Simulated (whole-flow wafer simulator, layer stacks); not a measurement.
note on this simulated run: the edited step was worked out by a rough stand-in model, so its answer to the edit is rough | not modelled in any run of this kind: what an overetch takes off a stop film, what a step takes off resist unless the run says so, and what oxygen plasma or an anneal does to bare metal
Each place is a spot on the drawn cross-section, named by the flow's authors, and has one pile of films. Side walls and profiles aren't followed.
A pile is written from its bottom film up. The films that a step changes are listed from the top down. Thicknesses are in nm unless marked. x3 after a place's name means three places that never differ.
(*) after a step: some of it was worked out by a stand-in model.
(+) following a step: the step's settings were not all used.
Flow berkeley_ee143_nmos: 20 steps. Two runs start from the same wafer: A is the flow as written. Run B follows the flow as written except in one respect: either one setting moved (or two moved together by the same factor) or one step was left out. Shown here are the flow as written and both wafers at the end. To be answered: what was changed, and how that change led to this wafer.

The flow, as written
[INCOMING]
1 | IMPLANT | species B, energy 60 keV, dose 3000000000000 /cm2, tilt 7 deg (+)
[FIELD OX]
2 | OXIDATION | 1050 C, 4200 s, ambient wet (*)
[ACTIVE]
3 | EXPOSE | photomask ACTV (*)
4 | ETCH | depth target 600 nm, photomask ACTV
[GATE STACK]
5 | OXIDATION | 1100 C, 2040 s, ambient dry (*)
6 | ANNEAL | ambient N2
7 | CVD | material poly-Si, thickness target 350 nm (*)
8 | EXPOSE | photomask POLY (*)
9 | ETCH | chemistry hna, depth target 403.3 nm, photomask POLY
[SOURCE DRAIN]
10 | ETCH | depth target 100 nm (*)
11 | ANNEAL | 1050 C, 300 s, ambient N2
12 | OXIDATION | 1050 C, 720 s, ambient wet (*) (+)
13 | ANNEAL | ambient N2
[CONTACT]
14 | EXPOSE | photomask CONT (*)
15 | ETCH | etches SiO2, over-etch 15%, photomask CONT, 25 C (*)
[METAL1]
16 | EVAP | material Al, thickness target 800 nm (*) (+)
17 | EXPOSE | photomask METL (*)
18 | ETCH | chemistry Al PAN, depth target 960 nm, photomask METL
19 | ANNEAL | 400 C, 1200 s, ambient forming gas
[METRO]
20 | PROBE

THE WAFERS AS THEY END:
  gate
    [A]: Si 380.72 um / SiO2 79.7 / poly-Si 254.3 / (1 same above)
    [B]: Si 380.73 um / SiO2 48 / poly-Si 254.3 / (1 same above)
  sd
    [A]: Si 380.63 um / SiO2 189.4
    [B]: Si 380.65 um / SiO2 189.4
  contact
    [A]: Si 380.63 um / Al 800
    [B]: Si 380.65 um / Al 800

What caused this: step 5, OXIDATION: 867 s was run, whereas the flow has 2040 s.

How this came from the change, step by step:
  5 | OXIDATION | 1100 C, 2040 s, ambient dry (*)
      gate, sd, contact: A SiO2 gains 79.7 (new film), Si loses 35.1 | B SiO2 gains 48 (new film), Si loses 21.1
      field: A SiO2 gains 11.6, Si loses 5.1 | B SiO2 gains 4.97, Si loses 2.19
  10 | ETCH | depth target 100 nm (*)
      sd, contact: A SiO2 loses 79.7 (all of it) | B SiO2 loses 48 (all of it)
